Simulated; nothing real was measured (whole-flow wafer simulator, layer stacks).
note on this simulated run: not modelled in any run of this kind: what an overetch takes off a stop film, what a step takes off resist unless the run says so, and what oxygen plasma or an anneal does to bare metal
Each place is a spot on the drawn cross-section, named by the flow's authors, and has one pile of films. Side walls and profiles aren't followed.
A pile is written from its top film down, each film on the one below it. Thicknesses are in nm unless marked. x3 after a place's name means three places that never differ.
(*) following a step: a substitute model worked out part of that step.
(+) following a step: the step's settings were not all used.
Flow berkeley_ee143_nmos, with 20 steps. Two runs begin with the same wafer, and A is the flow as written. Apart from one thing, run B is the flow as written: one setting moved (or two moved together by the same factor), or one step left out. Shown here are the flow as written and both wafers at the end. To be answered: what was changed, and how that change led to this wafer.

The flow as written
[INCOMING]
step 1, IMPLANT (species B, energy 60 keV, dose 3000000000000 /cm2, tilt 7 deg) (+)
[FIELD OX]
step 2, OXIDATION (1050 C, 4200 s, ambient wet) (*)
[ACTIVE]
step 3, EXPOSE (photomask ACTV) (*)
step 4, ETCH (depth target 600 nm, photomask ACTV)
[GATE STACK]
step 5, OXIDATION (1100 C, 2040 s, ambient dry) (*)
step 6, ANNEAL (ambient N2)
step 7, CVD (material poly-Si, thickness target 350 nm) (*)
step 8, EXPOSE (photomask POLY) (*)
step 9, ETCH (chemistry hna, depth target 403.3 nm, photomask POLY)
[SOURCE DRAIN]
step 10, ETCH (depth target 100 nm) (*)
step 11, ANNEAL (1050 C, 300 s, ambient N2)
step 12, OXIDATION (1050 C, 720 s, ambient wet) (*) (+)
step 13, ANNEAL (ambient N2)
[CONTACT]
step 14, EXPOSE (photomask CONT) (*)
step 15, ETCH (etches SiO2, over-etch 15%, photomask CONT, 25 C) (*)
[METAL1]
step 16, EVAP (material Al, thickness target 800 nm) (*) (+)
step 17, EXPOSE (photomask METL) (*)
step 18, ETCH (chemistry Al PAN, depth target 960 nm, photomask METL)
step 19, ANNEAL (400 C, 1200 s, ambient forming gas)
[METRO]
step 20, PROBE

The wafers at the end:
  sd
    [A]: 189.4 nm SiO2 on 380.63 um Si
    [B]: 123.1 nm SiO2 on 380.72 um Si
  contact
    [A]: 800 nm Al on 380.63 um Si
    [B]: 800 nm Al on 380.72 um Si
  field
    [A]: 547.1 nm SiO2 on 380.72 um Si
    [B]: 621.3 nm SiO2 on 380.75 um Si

What caused this: step 9, ETCH: depth target 330.9 nm was run, though the flow has depth target 403.3 nm.

How this came from the change, step by step:
  step 9, ETCH (chemistry hna, depth target 403.3 nm, photomask POLY)
      sd, contact, field: A -350 poly-Si (all of it) | B -330.9 poly-Si
  step 10, ETCH (depth target 100 nm) (*)
      sd, contact: A -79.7 SiO2 (all of it) | B nothing
      field: A -100 SiO2 | B nothing
  step 12, OXIDATION (1050 C, 720 s, ambient wet) (*) (+)
      sd, contact: A +189.4 SiO2 (new film), -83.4 Si | B -19.1 poly-Si (all of it), +43.4 SiO2
      field: A +69.1 SiO2, -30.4 Si | B -19.1 poly-Si (all of it), +43.4 SiO2
  step 15, ETCH (etches SiO2, over-etch 15%, photomask CONT, 25 C) (*)
      contact: A -189.4 SiO2 (all of it) | B -123.1 SiO2 (all of it)
